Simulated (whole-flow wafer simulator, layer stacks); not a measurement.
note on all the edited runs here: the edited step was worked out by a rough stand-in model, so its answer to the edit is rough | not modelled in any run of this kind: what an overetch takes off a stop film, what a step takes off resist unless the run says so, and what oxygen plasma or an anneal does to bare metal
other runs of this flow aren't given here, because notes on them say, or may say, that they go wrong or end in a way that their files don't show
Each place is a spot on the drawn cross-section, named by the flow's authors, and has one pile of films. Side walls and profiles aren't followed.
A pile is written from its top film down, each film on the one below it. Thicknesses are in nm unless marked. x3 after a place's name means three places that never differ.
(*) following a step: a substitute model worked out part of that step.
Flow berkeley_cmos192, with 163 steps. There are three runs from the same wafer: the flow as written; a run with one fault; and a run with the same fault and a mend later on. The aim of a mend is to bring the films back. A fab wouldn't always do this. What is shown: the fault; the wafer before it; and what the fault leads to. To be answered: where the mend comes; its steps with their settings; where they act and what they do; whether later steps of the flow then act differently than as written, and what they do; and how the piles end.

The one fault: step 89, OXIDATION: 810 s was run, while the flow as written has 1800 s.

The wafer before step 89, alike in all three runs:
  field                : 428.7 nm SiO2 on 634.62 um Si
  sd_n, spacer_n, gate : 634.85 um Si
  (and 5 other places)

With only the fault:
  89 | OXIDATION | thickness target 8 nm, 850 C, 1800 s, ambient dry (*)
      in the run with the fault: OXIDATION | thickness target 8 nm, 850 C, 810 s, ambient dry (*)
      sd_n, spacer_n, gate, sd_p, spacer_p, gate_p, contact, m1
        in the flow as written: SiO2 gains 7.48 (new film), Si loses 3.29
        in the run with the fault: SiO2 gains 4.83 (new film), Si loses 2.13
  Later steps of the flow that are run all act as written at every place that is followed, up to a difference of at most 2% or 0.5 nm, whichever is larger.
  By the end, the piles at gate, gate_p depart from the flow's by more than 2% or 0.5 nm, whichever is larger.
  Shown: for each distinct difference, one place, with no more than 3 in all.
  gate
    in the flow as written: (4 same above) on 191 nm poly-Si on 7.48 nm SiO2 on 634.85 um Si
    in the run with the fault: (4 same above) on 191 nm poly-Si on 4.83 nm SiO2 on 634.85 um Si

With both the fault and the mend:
  The mend follows step 89.
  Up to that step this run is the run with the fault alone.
  89a | OXIDATION | thickness target 8 nm, 850 C, 990 s, ambient dry (*) (the flow's step 89, run once more with other settings)
      sd_n, spacer_n, gate, sd_p, spacer_p, gate_p, contact, m1
        SiO2 gains 2.65, Si loses 1.17
      field
        SiO2 gains 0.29, Si loses 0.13
  Later steps of the flow that are run all act as written at every place that is followed.
  By the end, the piles equal the flow's at every place that both follow.
